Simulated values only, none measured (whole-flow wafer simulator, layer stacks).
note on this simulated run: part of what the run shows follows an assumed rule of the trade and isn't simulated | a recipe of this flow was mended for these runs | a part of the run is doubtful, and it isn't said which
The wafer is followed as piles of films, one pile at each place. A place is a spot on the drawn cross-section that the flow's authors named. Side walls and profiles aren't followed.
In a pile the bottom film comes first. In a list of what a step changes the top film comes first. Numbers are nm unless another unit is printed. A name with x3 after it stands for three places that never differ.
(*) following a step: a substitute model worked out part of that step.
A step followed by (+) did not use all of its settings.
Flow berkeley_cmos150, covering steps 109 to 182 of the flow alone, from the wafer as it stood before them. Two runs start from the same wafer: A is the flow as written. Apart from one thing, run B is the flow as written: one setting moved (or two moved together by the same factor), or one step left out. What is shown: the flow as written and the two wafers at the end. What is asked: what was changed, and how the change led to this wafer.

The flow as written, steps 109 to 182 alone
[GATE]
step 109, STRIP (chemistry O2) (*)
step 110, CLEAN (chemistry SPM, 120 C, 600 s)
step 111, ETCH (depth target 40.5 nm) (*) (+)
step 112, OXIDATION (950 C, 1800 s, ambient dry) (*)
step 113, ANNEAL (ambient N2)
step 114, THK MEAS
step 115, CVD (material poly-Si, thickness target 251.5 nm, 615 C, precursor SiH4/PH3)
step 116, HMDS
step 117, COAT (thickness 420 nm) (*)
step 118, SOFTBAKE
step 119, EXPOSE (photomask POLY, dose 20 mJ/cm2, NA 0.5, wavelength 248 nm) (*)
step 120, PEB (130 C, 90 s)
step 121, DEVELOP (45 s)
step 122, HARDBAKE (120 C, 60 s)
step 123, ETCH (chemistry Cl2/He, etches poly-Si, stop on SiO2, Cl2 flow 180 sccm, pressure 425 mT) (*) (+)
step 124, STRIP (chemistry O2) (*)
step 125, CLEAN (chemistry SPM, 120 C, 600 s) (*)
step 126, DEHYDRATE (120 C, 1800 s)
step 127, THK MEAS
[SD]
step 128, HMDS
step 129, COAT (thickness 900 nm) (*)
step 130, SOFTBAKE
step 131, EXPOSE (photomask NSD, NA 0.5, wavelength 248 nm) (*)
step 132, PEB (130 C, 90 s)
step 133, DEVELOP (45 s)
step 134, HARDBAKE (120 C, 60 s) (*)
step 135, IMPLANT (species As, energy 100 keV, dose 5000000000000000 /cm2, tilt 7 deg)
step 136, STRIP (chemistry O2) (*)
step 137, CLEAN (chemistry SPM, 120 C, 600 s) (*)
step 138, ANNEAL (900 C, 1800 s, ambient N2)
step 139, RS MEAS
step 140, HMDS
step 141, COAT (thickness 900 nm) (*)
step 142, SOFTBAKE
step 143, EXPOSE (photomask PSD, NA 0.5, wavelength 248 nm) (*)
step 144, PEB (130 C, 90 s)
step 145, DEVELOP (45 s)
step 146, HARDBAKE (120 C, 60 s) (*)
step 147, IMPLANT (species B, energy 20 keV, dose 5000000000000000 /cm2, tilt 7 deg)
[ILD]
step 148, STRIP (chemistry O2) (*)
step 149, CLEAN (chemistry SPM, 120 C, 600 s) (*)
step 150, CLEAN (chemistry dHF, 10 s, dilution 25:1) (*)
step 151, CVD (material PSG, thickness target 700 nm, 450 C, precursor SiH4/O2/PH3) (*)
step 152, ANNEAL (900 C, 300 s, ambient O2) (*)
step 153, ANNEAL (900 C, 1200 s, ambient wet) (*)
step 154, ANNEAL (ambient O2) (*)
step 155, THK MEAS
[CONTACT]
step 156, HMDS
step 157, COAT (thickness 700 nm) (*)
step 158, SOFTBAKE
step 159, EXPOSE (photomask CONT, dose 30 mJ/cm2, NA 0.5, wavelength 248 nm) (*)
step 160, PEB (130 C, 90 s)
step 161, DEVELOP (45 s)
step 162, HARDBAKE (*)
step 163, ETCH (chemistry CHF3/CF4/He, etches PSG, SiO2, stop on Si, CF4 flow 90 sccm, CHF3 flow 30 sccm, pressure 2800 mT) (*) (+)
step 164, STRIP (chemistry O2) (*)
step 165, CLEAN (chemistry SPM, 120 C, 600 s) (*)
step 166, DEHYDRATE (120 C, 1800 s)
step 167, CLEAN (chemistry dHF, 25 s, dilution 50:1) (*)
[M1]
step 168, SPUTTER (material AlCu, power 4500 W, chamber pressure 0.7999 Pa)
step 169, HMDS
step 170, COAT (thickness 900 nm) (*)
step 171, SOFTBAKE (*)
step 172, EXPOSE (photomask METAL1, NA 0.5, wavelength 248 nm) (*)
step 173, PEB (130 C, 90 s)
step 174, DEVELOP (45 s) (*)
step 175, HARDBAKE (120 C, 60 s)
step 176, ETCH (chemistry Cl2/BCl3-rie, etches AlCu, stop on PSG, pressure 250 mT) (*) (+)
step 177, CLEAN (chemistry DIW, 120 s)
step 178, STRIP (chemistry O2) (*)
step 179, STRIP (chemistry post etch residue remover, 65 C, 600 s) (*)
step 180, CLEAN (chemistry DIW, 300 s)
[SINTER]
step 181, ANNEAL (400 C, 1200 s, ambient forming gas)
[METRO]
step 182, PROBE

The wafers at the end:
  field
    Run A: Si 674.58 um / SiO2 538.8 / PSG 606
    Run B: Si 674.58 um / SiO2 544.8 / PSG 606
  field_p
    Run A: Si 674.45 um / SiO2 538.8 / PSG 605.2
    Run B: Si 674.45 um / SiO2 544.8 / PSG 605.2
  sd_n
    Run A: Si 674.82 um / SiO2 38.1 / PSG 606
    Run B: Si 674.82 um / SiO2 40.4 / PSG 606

Cause: step 111, ETCH: depth target 34.42 nm was run, though the flow has depth target 40.5 nm.

The path from the change to this, step by step:
  step 111, ETCH (depth target 40.5 nm) (*) (+)
      sd_n: A SiO2 loses 40.4 (all of it) | B SiO2 loses 34.4
      field, field_p: A SiO2 loses 40.5 | B SiO2 loses 34.4
  step 112, OXIDATION (950 C, 1800 s, ambient dry) (*)
      sd_n: A SiO2 gains 20.4 (new film), Si loses 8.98 | B SiO2 gains 16.8, Si loses 7.39
  step 176, ETCH (chemistry Cl2/BCl3-rie, etches AlCu, stop on PSG, pressure 250 mT) (*) (+)
      gate_p: A AlCu loses 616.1 (all of it), PSG loses 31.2 | B AlCu loses 609.4 (all of it), PSG loses 32.1
